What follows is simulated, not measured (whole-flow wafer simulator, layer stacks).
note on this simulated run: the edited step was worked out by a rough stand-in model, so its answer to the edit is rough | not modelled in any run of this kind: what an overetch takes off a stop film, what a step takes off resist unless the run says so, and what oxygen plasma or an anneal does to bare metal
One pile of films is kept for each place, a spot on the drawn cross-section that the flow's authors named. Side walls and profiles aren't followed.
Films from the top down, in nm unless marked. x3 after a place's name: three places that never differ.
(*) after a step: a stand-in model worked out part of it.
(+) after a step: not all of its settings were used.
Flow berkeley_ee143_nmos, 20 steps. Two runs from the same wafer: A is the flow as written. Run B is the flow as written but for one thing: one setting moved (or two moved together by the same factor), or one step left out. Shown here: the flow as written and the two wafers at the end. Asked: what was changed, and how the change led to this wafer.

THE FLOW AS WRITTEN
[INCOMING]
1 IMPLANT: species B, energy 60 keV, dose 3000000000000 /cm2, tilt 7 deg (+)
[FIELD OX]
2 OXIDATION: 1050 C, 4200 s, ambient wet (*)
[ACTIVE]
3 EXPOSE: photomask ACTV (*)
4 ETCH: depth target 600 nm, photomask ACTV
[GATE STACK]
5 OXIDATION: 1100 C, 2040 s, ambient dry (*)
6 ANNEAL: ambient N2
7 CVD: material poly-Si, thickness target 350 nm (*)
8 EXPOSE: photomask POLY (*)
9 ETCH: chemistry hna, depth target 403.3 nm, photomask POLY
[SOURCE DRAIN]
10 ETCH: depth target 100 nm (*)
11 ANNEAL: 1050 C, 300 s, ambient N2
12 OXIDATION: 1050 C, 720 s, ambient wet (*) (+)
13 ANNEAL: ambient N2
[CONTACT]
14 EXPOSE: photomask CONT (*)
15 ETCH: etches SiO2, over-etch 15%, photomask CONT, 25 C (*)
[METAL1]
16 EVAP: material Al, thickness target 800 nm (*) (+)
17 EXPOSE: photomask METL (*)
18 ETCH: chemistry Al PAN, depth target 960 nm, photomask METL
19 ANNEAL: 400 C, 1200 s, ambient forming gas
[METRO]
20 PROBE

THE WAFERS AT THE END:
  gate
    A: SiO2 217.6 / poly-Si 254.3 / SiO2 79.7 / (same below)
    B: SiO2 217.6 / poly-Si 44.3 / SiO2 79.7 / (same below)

The cause: step 7, CVD: thickness target 140 nm was run, where the flow has thickness target 350 nm.

How the change led to this, step by step:
  7 CVD: material poly-Si, thickness target 350 nm (*)
      gate, sd, contact, field: A poly-Si +350 (new film) | B poly-Si +140 (new film)
  9 ETCH: chemistry hna, depth target 403.3 nm, photomask POLY
      sd, contact, field: A poly-Si -350 (all of it) | B poly-Si -140 (all of it)
